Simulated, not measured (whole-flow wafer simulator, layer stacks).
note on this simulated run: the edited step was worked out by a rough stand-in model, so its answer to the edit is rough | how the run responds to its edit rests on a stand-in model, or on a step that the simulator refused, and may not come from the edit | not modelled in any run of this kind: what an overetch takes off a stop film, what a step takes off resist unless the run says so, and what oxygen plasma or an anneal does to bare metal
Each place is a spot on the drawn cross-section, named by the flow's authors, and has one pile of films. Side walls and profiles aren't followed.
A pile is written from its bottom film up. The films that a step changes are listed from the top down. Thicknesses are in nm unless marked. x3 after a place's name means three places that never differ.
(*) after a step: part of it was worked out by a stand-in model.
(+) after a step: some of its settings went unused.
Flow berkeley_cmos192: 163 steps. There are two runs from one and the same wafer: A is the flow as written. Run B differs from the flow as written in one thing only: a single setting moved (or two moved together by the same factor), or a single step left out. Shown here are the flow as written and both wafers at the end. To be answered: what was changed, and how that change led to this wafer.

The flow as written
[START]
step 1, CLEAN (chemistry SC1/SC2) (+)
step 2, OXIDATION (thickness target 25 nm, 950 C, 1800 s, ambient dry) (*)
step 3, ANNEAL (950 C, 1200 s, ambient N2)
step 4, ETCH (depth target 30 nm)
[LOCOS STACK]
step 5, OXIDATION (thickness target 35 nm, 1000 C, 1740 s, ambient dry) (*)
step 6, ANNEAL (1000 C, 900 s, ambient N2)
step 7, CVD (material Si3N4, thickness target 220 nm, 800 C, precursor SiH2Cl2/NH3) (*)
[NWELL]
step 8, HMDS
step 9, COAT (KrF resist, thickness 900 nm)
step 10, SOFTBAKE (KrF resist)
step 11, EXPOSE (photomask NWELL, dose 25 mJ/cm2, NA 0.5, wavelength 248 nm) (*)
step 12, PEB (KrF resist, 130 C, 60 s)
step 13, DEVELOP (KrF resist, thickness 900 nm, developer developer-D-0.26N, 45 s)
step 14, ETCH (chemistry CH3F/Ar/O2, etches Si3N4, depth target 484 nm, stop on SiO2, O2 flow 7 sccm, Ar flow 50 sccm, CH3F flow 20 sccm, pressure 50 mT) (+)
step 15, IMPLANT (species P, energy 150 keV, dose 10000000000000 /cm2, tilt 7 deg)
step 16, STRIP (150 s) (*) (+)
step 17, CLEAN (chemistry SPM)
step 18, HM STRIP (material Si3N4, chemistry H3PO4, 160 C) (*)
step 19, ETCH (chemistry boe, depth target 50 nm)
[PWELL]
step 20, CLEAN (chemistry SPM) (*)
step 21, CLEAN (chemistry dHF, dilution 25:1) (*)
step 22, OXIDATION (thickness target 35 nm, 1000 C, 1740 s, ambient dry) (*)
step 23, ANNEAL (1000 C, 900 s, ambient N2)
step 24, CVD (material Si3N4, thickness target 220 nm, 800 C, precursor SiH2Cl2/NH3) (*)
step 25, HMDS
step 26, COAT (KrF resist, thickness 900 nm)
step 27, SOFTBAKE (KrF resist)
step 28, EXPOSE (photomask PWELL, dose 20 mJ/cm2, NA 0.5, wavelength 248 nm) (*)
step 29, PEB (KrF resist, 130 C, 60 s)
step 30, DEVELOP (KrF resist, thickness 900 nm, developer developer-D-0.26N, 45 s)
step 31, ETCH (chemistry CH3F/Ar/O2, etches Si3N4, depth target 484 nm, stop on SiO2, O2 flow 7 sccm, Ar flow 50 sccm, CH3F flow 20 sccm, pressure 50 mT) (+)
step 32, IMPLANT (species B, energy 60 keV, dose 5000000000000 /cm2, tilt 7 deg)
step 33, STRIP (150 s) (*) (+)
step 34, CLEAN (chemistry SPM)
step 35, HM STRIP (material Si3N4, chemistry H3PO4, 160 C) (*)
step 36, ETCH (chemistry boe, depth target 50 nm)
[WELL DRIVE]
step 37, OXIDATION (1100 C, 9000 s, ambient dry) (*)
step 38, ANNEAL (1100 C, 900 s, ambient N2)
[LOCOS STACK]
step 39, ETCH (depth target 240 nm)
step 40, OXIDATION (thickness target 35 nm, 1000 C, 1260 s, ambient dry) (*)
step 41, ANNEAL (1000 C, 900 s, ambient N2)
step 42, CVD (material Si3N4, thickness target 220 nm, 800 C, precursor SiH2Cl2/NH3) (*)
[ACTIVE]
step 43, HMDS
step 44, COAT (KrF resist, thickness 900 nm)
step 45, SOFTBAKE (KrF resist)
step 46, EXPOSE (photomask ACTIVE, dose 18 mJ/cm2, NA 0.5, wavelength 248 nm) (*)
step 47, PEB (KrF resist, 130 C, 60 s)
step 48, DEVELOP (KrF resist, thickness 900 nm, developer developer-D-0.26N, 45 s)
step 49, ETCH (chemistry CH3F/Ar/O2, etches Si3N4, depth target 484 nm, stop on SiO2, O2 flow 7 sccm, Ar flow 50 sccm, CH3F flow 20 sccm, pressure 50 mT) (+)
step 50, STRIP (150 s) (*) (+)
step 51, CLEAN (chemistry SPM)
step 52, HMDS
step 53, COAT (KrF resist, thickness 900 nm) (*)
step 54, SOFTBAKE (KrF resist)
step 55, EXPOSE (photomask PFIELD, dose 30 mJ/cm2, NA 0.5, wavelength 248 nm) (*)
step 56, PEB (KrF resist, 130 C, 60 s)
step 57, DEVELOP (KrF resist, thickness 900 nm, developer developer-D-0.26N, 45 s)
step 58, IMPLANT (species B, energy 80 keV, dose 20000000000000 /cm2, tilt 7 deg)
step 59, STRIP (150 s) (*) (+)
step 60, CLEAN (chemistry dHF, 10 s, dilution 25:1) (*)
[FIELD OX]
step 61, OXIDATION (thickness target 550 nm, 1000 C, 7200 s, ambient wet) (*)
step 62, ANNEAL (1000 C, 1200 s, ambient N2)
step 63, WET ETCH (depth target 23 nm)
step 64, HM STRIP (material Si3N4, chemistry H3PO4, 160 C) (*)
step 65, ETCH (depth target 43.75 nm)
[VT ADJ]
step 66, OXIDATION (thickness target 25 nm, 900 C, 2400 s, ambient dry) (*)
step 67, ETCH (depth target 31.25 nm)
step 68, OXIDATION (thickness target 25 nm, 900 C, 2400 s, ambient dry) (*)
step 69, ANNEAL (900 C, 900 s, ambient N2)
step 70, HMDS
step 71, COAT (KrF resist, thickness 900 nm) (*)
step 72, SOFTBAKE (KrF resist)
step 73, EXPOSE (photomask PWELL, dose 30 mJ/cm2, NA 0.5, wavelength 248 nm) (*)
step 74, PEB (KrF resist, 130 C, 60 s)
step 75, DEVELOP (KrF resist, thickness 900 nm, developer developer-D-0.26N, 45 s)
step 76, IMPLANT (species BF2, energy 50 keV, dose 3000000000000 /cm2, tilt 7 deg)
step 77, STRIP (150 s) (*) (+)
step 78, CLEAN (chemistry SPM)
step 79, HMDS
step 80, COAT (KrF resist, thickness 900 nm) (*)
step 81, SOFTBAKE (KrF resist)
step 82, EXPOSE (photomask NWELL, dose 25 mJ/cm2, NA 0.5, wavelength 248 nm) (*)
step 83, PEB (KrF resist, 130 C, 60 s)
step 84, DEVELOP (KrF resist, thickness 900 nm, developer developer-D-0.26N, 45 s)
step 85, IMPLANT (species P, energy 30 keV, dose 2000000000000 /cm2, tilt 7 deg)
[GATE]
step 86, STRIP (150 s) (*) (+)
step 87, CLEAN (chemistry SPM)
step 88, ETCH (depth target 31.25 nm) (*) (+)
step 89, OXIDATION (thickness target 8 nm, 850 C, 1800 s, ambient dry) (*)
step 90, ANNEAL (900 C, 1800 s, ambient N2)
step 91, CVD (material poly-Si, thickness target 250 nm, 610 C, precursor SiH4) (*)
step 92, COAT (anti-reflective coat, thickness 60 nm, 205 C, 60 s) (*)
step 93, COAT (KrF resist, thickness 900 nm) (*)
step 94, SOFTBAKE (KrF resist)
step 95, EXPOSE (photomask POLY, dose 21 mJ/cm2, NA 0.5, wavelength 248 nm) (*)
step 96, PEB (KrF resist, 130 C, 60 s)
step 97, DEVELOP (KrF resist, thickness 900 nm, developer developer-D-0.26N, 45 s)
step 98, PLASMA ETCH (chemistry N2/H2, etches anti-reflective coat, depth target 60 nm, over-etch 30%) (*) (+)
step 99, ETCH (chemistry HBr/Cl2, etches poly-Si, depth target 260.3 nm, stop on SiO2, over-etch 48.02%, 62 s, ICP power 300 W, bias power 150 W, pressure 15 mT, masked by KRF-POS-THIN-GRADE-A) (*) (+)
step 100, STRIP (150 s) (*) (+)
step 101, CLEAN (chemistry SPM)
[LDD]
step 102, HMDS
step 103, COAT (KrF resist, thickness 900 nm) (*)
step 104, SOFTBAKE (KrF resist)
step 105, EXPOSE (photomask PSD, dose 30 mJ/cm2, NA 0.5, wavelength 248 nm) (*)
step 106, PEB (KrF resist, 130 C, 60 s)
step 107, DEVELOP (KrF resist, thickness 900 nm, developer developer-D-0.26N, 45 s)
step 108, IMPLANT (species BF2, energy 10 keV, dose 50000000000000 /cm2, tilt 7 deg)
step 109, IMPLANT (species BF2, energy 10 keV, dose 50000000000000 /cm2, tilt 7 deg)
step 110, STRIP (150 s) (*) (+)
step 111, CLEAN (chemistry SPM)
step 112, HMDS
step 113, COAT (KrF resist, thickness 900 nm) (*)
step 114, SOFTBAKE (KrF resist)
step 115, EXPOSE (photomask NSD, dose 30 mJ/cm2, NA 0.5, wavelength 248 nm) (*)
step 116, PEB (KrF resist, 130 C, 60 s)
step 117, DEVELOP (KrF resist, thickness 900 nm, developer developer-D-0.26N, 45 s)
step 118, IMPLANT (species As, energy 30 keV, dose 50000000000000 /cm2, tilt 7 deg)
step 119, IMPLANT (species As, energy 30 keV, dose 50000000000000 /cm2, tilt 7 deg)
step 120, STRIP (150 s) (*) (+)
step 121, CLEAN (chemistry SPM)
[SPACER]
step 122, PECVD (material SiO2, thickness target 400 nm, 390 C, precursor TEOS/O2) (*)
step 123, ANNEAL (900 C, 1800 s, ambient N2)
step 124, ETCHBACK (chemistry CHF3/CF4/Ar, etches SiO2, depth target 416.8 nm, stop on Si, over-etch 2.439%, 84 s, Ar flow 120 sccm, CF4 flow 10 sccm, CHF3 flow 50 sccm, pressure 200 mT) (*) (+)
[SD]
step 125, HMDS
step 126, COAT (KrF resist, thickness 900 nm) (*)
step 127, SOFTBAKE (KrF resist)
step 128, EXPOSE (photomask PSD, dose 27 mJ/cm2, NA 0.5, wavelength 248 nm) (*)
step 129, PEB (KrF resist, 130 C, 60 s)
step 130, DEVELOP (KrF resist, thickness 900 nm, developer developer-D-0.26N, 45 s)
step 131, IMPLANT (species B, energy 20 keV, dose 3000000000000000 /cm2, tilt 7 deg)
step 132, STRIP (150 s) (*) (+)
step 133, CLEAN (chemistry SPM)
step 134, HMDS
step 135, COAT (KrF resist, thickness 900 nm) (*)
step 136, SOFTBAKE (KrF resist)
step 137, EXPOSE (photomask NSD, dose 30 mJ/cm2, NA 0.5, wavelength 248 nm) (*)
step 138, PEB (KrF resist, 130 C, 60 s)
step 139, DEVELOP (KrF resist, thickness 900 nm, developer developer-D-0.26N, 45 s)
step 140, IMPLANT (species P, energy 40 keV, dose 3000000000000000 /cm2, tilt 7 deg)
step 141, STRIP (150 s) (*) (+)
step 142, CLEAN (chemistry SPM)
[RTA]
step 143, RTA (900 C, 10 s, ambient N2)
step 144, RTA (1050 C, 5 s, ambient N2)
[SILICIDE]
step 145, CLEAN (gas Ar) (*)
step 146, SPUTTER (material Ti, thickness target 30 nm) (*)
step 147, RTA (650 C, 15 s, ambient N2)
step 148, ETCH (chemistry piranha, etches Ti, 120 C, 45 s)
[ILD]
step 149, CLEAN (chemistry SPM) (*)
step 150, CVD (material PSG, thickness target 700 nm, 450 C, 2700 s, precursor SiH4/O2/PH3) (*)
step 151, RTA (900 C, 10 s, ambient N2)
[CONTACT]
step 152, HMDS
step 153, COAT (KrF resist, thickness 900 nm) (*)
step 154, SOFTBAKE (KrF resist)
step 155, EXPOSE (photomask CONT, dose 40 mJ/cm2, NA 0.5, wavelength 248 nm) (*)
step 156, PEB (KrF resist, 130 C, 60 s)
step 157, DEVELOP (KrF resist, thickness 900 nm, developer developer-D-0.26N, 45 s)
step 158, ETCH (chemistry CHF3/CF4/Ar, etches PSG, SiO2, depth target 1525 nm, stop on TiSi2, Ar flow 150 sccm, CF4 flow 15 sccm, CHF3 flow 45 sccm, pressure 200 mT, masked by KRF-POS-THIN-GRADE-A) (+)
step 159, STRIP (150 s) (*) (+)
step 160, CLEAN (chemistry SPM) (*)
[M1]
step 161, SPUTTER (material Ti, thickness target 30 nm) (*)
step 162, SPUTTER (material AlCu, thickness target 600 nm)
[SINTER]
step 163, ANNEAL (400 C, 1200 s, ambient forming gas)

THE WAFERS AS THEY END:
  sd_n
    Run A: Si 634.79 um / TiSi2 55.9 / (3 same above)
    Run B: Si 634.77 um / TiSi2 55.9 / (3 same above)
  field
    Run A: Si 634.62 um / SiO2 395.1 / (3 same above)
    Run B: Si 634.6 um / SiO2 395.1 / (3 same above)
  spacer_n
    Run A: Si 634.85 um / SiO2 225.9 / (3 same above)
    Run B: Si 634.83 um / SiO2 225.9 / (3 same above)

The reason: step 2, OXIDATION: 1140 C was run, whereas the flow has 950 C.

How this came from the change, step by step:
  step 2, OXIDATION (thickness target 25 nm, 950 C, 1800 s, ambient dry) (*)
      field, sd_n, spacer_n and 6 more: A SiO2 gains 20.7 (new film), chemical SiO2 loses 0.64 (all of it), Si loses 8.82 | B SiO2 gains 93.9 (new film), chemical SiO2 loses 0.64 (all of it), Si loses 41
  step 4, ETCH (depth target 30 nm)
      field, sd_n, spacer_n and 6 more: A SiO2 loses 20.7 (all of it) | B SiO2 loses 30
  step 5, OXIDATION (thickness target 35 nm, 1000 C, 1740 s, ambient dry) (*)
      field, sd_n, spacer_n and 6 more: A SiO2 gains 31.6 (new film), Si loses 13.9 | B SiO2 gains 13.4, Si loses 5.88
  step 19, ETCH (chemistry boe, depth target 50 nm)
      field, sd_n, spacer_n, gate, contact, m1: A SiO2 loses 29.6 (all of it) | B SiO2 loses 50
      sd_p, spacer_p, gate_p: A SiO2 loses 18.5 (all of it) | B SiO2 loses 50
  step 20, CLEAN (chemistry SPM) (*)
      field, sd_n, spacer_n and 6 more: A chemical SiO2 gains 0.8 (new film), Si loses 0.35 | B nothing
  step 21, CLEAN (chemistry dHF, dilution 25:1) (*)
      field, sd_n, spacer_n, gate, contact, m1: A chemical SiO2 loses 0.8 (all of it) | B SiO2 loses 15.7
      sd_p, spacer_p, gate_p: A chemical SiO2 loses 0.8 (all of it) | B SiO2 loses 14.2 (all of it)
  step 22, OXIDATION (thickness target 35 nm, 1000 C, 1740 s, ambient dry) (*)
      field, sd_n, spacer_n, gate, contact, m1: A SiO2 gains 31.6 (new film), Si loses 13.9 | B SiO2 gains 25.4, Si loses 11.2
  step 36, ETCH (chemistry boe, depth target 50 nm)
      field, sd_n, spacer_n, gate, contact: A SiO2 loses 18.5 (all of it) | B SiO2 loses 21.8 (all of it)
      m1: A SiO2 loses 29.6 (all of it) | B SiO2 loses 32.8 (all of it)
  step 61, OXIDATION (thickness target 550 nm, 1000 C, 7200 s, ambient wet) (*)
      sd_p: A SiO2 gains 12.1 (new film), Si3N4 loses 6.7, SiO2 gains 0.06, Si loses 0.06 | B SiO2 gains 12.1 (new film), Si3N4 loses 6.7
